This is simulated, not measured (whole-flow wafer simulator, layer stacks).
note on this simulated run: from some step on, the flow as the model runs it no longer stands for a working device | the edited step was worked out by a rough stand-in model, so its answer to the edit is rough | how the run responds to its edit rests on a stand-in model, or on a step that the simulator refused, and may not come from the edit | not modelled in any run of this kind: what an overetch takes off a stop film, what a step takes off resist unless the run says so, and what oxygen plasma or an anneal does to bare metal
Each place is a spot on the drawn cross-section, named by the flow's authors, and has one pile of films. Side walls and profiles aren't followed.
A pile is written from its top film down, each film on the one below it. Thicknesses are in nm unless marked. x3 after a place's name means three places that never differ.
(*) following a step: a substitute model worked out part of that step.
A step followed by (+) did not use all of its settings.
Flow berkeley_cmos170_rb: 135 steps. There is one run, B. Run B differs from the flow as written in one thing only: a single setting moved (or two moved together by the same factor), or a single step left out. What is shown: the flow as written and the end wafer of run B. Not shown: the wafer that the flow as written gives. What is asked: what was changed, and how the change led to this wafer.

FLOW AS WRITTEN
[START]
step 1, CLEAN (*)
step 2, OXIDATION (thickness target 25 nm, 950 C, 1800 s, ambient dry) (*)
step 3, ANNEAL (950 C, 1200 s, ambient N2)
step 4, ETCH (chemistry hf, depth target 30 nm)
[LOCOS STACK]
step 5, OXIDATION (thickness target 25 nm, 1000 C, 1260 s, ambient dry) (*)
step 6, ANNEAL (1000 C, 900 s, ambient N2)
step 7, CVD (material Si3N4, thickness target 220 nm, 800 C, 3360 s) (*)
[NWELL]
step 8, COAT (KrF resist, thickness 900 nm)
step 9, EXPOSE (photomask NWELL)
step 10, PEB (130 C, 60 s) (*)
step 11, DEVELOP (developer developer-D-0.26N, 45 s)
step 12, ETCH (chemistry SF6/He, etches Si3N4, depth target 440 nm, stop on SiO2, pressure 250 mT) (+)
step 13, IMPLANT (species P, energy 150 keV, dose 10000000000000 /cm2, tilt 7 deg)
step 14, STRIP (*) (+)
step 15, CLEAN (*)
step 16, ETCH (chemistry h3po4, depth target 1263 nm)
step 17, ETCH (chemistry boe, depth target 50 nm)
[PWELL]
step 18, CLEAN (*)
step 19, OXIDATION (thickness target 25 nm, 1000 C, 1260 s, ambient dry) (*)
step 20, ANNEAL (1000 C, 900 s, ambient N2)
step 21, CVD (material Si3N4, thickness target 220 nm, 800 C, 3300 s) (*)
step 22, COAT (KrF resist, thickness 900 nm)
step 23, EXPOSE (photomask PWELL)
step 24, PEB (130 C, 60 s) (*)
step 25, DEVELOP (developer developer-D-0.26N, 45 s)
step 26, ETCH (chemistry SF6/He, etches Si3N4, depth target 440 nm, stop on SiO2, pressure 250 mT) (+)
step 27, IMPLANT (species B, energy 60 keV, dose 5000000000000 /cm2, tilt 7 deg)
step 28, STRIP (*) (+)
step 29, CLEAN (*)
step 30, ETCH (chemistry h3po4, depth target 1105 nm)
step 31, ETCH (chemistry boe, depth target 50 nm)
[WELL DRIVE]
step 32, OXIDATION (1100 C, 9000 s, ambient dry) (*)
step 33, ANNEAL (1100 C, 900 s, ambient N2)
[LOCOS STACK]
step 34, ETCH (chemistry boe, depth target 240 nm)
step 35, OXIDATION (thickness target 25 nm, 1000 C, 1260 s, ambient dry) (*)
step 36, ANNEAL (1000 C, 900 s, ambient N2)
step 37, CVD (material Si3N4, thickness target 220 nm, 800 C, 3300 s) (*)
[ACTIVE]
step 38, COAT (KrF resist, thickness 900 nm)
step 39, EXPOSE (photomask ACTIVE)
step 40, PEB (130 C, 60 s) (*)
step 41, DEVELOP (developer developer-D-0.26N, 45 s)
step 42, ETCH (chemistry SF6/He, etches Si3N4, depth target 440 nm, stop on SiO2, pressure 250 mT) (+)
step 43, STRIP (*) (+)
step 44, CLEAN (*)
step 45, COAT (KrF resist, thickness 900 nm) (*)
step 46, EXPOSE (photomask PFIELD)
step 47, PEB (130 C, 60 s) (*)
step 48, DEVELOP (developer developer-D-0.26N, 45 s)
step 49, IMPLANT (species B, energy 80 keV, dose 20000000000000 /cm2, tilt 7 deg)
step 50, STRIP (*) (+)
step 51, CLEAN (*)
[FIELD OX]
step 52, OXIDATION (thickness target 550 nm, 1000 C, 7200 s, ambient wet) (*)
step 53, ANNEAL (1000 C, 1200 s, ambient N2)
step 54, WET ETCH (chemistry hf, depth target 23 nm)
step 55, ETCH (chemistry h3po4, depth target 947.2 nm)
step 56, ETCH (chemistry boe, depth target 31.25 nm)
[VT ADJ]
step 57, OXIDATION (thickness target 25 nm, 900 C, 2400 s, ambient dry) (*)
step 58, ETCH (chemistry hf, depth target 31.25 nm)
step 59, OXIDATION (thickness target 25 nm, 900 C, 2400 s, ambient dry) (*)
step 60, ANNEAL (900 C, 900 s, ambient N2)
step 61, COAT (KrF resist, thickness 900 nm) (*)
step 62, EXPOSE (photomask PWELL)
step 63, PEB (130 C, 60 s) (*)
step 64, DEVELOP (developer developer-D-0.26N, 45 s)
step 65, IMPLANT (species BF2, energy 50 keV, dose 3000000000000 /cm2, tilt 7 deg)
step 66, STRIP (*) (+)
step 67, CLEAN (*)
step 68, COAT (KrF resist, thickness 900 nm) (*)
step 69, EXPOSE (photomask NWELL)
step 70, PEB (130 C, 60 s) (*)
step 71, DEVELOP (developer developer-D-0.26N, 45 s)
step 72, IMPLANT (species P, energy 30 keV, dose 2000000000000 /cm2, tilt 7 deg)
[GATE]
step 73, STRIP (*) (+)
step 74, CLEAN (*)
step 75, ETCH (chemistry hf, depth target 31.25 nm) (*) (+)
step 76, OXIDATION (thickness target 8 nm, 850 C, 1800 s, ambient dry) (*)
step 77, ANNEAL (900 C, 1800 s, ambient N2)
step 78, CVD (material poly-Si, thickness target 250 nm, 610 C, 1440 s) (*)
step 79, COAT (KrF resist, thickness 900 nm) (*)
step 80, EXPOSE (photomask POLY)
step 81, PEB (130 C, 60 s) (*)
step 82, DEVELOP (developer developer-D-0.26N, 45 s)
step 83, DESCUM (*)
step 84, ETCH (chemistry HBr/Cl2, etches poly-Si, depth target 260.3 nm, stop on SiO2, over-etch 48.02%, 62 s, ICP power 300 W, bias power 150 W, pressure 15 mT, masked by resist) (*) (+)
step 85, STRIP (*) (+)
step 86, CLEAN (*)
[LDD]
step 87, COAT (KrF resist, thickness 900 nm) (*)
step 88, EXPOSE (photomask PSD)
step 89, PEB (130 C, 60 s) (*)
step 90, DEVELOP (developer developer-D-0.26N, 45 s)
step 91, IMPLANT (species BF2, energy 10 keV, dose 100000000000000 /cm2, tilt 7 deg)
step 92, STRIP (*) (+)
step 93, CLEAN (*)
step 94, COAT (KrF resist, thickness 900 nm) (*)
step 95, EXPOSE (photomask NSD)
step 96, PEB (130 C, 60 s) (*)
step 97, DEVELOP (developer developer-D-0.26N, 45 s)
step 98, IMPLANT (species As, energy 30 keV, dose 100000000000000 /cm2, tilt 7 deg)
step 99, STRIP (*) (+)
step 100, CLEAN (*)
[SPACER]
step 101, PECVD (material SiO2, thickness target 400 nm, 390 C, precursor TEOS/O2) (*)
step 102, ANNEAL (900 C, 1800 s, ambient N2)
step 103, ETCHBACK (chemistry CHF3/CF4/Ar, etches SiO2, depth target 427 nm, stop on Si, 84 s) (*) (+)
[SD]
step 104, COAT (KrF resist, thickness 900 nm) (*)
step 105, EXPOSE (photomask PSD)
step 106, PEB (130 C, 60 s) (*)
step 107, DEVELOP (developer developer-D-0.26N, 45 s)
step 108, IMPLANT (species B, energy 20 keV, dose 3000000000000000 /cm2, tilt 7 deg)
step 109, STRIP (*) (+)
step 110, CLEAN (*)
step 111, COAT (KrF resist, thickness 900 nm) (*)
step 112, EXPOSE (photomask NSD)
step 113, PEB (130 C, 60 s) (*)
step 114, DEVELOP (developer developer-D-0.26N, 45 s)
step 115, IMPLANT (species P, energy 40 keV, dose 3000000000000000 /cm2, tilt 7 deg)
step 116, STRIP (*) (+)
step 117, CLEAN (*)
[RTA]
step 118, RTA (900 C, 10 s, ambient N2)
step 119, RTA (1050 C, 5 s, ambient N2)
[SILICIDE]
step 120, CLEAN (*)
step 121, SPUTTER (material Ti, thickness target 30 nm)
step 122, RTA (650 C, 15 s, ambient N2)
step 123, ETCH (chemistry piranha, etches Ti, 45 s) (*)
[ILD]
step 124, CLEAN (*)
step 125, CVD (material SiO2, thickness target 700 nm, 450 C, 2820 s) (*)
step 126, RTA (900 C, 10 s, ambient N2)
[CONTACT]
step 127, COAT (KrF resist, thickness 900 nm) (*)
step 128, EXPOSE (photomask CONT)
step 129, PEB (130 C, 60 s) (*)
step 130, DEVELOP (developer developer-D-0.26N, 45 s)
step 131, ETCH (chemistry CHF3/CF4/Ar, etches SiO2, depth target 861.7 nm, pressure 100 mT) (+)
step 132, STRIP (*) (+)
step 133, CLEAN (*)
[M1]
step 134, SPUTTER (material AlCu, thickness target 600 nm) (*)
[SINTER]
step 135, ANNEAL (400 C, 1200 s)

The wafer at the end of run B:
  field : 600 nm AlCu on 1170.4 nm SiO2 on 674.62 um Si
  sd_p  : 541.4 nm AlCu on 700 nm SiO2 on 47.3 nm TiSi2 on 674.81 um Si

The reason: step 75, ETCH: depth target 19.12 nm was run, while the flow as written has depth target 31.25 nm.

Step by step, how the change led to this:
  step 75, ETCH (chemistry hf, depth target 31.25 nm) (*) (+)
      field: SiO2 loses 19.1 (as written it would have been: SiO2 loses 31.3)
  step 121, SPUTTER (material Ti, thickness target 30 nm)
      sd_p: Ti gains 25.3 (new film) (as written it would have been: Ti gains 27.1 (new film))
  step 122, RTA (650 C, 15 s, ambient N2)
      sd_p: Ti loses 19.8, TiSi2 C49 gains 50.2 (new film), Si loses 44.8 (as written it would have been: Ti loses 21.1, TiSi first gains 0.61 (new film), TiSi2 C49 gains 52.9 (new film), Si loses 47.6)
  step 126, RTA (900 C, 10 s, ambient N2)
      sd_p: under 1 film: TiSi2 gains 47.3 (new film), TiSi2 C49 loses 50.2 (all of it) (as written it would have been: under 1 film: TiSi2 gains 50.7 (new film), TiSi first loses 0.61 (all of it), TiSi2 C49 loses 52.9 (all of it), Si loses 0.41)
